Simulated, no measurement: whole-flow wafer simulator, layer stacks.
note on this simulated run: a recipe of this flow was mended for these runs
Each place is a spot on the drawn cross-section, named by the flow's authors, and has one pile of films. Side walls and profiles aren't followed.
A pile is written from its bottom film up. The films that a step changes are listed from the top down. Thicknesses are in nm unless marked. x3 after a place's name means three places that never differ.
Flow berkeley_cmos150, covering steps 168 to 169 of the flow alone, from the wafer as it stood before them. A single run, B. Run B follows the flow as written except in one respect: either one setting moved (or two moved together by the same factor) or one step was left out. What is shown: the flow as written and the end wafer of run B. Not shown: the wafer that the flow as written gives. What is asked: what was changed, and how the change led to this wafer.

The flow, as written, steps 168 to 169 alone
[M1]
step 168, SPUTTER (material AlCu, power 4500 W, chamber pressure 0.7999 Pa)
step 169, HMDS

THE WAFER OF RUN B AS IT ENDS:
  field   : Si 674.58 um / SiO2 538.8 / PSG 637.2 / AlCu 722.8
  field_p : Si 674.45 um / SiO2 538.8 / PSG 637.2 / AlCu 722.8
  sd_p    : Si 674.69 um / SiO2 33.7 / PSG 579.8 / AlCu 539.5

The reason: step 168, SPUTTER: power 5220 W was run, whereas the flow has power 4500 W.

The path from the change to this, step by step:
  step 168, SPUTTER (material AlCu, power 4500 W, chamber pressure 0.7999 Pa)
      field, sd_n, gate_n, gate_p, m1: AlCu gains 722.8 (new film) (in the flow as written it would be: AlCu gains 626.1 (new film))
      field_p: AlCu gains 722.8 (new film) (in the flow as written it would be: AlCu gains 619.8 (new film))
      (and at 2 other places as well)
